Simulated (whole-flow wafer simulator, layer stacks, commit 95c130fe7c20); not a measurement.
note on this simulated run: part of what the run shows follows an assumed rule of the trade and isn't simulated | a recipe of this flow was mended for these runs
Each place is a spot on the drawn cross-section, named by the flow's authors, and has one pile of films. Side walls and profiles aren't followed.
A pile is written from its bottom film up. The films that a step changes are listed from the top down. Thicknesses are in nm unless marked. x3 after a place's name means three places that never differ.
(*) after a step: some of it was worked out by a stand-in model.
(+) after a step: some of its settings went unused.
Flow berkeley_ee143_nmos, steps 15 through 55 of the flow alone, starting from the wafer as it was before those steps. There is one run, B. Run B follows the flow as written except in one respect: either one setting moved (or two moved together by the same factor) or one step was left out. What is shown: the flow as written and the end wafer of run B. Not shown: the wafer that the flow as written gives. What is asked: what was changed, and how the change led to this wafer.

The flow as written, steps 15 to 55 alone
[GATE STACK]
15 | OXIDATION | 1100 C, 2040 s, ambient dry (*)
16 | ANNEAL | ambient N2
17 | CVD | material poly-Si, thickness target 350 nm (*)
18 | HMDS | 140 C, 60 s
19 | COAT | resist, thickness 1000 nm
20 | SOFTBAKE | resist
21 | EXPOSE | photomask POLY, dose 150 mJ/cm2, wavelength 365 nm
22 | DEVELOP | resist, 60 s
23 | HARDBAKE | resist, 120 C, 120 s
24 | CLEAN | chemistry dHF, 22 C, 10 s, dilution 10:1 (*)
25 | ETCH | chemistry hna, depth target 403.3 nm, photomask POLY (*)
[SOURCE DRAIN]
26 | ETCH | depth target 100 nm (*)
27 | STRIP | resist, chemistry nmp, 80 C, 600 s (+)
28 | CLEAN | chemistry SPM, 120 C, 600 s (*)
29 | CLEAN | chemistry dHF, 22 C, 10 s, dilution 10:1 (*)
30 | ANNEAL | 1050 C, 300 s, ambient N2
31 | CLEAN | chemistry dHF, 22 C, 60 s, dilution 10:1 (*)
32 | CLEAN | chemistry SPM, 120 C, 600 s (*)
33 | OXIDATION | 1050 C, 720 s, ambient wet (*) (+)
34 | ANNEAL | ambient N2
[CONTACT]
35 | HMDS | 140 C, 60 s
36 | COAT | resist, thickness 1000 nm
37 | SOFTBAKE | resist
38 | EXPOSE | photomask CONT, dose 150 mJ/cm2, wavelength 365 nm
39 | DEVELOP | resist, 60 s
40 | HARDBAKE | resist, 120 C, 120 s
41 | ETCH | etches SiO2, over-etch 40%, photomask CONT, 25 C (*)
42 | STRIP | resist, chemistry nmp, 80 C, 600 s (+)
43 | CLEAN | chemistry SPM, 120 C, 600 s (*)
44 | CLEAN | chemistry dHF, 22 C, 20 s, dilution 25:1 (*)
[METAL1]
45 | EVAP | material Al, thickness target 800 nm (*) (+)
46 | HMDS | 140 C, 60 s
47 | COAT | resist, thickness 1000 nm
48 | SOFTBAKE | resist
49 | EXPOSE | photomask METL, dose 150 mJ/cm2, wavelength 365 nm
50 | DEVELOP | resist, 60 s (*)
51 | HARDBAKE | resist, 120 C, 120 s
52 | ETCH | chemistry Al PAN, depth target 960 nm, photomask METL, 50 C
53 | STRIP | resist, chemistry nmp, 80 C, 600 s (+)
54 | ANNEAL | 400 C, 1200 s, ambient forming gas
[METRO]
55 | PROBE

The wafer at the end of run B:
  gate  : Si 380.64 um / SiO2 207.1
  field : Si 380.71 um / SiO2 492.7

Cause: step 17, CVD: material poly-Si, thickness target 350 nm (*), was omitted.

Step by step, how the change led to this:
  19 | COAT | resist, thickness 1000 nm
      field: +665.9 resist (new film) (it would be, as written: +689.8 resist (new film))
  22 | DEVELOP | resist, 60 s
      field: -665.9 resist (all of it) (it would be, as written: -689.8 resist (all of it))
  24 | CLEAN | chemistry dHF, 22 C, 10 s, dilution 10:1 (*)
      sd, contact, field: -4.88 SiO2 (it would be, as written: nothing)
  25 | ETCH | chemistry hna, depth target 403.3 nm, photomask POLY (*)
      sd, contact, field: -8.07 SiO2 (it would be, as written: -350 poly-Si (all of it), -1.07 SiO2)
  26 | ETCH | depth target 100 nm (*)
      sd, contact: -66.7 SiO2 (all of it) (it would be, as written: -78.6 SiO2 (all of it))
  28 | CLEAN | chemistry SPM, 120 C, 600 s (*)
      gate: nothing (it would be, as written: +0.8 chemical SiO2 (new film), -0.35 poly-Si)
  29 | CLEAN | chemistry dHF, 22 C, 10 s, dilution 10:1 (*)
      gate: -4.88 SiO2 (it would be, as written: -0.8 chemical SiO2 (all of it))
  31 | CLEAN | chemistry dHF, 22 C, 60 s, dilution 10:1 (*)
      gate: -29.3 SiO2 (it would be, as written: nothing)
  32 | CLEAN | chemistry SPM, 120 C, 600 s (*)
      gate: nothing (it would be, as written: +0.8 chemical SiO2 (new film), -0.35 poly-Si)
  33 | OXIDATION | 1050 C, 720 s, ambient wet (*) (+)
      gate: +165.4 SiO2, -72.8 Si (it would be, as written: +217.6 SiO2 (new film), -0.8 chemical SiO2 (all of it), -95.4 poly-Si)
  36 | COAT | resist, thickness 1000 nm
      gate: +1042 resist (new film) (it would be, as written: +822.5 resist (new film))
      sd: +1050.1 resist (new film) (it would be, as written: +1160.4 resist (new film))
      (and at 2 other places as well)
  39 | DEVELOP | resist, 60 s
      contact: -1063 resist (all of it) (it would be, as written: -1142.5 resist (all of it))
  40 | HARDBAKE | resist, 120 C, 120 s
      gate: -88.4 resist (it would be, as written: -69 resist)
      sd: -89 resist (it would be, as written: -99.3 resist)
      (and at 1 other place as well)
  42 | STRIP | resist, chemistry nmp, 80 C, 600 s (+)
      gate: -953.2 resist (all of it) (it would be, as written: -753.2 resist (all of it))
      sd: -960.6 resist (all of it) (it would be, as written: -1060.7 resist (all of it))
      (and at 1 other place as well)
  47 | COAT | resist, thickness 1000 nm
      gate: +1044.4 resist (new film) (it would be, as written: +834.7 resist (new film))
      sd: +1042.4 resist (new film) (it would be, as written: +1161.3 resist (new film))
      (and at 2 other places as well)
  50 | DEVELOP | resist, 60 s (*)
      gate: -1044.4 resist (all of it), -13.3 Al (it would be, as written: -834.7 resist (all of it), -13.3 Al)
      sd: -1042.4 resist (all of it), -13.3 Al (it would be, as written: -1161.3 resist (all of it), -13.3 Al)
      (and at 1 other place as well)
  ... 1 other step ...
  53 | STRIP | resist, chemistry nmp, 80 C, 600 s (+)
      contact: -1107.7 resist (all of it) (it would be, as written: -1188.4 resist (all of it))
